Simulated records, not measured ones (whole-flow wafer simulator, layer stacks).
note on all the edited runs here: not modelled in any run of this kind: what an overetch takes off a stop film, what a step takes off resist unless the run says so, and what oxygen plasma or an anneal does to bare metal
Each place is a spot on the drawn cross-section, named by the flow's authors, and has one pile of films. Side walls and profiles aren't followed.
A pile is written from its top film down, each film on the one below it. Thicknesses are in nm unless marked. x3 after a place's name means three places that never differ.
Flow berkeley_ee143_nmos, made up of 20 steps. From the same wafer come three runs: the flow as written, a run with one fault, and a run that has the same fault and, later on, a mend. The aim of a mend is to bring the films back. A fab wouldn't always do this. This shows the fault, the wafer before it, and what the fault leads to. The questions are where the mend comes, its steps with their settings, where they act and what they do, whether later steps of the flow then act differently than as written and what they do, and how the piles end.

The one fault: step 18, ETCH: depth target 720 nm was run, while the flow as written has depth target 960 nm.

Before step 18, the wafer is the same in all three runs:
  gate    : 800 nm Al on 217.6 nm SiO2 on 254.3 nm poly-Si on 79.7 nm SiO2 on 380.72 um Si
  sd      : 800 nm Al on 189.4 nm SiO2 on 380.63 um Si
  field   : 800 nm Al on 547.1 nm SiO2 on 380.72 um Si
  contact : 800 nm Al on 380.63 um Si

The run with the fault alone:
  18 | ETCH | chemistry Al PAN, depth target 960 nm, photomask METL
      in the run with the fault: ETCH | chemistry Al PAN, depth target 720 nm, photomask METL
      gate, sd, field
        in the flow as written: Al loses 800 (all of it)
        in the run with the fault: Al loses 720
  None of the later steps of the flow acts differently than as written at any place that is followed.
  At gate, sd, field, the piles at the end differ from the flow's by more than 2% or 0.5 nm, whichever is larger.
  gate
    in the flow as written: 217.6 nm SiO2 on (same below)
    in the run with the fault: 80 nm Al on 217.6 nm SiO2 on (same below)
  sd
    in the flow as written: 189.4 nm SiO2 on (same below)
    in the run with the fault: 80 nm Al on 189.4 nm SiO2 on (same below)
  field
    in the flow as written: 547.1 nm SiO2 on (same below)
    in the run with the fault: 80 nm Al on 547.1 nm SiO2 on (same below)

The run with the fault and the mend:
  After step 18 comes the mend.
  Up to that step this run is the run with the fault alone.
  18a | ETCH | chemistry Al PAN, depth target 240 nm, photomask METL (the flow's step 18, run once more with other settings)
      gate, sd, field
        Al loses 80 (all of it)
  None of the later steps of the flow acts differently than as written at any place that is followed.
  By the end, the piles equal the flow's at every place that both follow.
